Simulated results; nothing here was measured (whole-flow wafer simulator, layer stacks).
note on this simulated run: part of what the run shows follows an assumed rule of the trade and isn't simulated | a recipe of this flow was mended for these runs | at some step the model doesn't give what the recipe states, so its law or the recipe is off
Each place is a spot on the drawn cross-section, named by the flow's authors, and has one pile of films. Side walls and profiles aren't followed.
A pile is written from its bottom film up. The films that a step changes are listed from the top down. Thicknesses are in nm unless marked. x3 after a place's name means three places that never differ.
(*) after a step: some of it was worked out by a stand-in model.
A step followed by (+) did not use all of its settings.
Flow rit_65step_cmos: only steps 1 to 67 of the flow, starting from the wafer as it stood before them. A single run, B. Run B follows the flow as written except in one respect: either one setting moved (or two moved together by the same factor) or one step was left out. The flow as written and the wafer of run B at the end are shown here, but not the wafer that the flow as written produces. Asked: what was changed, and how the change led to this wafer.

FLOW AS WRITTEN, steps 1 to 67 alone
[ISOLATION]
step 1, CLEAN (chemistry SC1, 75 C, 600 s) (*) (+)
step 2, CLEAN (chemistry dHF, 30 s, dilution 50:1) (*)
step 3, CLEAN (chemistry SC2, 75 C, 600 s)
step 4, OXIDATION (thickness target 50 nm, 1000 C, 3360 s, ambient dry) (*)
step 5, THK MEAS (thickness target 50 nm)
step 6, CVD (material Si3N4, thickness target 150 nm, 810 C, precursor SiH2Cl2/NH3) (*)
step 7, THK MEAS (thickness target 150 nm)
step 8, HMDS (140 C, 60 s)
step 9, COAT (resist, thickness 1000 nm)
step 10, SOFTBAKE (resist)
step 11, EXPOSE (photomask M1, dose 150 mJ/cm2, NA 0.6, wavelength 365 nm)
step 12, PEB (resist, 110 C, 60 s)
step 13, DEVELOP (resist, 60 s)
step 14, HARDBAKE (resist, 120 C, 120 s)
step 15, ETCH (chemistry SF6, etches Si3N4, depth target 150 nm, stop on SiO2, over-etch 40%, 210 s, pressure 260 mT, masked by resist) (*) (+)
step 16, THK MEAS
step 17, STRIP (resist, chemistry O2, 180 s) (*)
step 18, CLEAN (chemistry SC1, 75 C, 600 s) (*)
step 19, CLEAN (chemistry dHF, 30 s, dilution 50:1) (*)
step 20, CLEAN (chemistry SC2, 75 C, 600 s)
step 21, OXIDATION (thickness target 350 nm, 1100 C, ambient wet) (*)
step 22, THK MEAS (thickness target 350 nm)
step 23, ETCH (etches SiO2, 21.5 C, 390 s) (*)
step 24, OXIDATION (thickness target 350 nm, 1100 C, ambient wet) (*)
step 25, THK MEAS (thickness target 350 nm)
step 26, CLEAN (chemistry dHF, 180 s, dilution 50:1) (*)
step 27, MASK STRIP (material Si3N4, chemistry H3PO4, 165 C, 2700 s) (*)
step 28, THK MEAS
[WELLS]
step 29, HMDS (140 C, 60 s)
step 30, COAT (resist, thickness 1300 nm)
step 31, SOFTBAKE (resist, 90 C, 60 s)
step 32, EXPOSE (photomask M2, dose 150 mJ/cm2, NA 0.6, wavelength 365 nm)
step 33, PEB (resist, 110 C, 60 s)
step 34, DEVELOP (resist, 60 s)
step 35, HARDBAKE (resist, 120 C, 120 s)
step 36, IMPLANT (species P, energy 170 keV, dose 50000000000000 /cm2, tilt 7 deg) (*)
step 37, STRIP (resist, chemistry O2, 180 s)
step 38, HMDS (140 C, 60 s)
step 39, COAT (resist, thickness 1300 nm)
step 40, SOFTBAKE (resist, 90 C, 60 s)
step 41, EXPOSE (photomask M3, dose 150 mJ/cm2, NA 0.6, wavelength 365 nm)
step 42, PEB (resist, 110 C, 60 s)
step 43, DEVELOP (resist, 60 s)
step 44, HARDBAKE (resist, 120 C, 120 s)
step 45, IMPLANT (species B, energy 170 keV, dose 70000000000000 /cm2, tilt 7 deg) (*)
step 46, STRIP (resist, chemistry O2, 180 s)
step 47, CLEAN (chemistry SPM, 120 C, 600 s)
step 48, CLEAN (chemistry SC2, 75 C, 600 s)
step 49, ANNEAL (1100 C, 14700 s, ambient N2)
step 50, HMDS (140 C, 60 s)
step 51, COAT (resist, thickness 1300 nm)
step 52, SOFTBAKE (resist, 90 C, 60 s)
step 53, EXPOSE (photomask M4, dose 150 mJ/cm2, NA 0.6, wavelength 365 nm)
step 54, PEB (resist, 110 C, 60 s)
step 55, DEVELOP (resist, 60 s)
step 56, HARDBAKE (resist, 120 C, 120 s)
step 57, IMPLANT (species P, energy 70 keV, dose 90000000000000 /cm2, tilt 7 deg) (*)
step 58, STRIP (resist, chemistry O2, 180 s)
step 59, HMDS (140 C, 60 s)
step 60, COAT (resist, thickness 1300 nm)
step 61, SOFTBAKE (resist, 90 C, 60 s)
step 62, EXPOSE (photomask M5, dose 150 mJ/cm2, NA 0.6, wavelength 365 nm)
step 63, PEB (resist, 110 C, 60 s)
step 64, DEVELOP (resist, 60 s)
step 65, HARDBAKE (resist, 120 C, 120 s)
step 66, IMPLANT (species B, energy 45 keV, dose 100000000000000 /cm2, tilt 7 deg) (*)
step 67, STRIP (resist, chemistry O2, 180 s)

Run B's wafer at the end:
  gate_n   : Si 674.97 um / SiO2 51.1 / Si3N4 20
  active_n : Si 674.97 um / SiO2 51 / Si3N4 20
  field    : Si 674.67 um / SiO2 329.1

Cause: step 27, MASK STRIP: 1080 s was run, whereas the flow has 2700 s.

The path from the change to this, step by step:
  step 27, MASK STRIP (material Si3N4, chemistry H3PO4, 165 C, 2700 s) (*)
      active_n, active_p, gate_n and 7 more: -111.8 Si3N4 (it would be, as written: -131.8 Si3N4 (all of it), -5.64 SiO2)
      field, field_pw, field_nw, field_p: -4.27 SiO2 (it would be, as written: -10.7 SiO2)
